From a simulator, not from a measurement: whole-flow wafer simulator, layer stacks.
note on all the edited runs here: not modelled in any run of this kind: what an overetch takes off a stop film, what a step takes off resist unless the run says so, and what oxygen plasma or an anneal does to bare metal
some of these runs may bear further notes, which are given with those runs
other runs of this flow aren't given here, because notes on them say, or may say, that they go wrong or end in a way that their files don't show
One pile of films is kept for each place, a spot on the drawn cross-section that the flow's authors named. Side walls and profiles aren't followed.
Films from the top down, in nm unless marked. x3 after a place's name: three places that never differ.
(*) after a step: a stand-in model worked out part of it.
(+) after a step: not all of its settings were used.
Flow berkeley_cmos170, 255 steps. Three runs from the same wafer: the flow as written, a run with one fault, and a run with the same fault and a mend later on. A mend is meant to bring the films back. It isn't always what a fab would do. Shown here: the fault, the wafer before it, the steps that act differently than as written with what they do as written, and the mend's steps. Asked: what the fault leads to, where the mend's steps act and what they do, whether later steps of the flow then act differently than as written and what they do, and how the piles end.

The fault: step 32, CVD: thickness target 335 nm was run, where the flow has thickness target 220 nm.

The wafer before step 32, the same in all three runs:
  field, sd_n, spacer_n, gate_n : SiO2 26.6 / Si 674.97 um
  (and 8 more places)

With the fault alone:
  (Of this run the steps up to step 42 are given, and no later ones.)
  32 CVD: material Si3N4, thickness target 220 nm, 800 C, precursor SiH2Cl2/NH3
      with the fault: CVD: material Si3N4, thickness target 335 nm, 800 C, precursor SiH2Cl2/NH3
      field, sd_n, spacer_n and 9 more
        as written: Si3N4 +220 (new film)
        with the fault: Si3N4 +335 (new film)
  Later steps of the flow that act differently than as written:
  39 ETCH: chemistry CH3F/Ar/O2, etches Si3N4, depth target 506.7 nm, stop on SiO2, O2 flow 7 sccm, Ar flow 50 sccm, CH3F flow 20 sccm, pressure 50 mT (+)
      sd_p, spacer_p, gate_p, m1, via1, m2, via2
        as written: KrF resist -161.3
        with the fault: KrF resist -238
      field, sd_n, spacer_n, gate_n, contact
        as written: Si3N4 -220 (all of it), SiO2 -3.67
        with the fault: Si3N4 -335 (all of it), SiO2 -3.67
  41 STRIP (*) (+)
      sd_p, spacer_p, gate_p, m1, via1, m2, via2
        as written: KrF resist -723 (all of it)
        with the fault: KrF resist -646.4 (all of it)
  After step 42 the piles differ from the flow's by more than 2% or 0.5 nm, whichever is larger, at sd_p, spacer_p, gate_p, m1, via1, m2, via2.
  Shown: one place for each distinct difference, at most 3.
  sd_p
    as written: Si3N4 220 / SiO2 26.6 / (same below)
    with the fault: Si3N4 335 / SiO2 26.6 / (same below)

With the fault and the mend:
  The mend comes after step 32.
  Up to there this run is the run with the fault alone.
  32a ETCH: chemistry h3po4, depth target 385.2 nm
      field, sd_n, spacer_n and 9 more
        Si3N4 -335 (all of it)
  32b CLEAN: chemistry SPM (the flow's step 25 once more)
      changes no film at any place that is followed
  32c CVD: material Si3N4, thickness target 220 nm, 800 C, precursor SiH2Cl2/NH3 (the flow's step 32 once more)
      field, sd_n, spacer_n and 9 more
        Si3N4 +220 (new film)
  No later step of the flow acts differently than as written at any place that is followed.
  At the end the piles are the same as the flow's at every place that both follow.
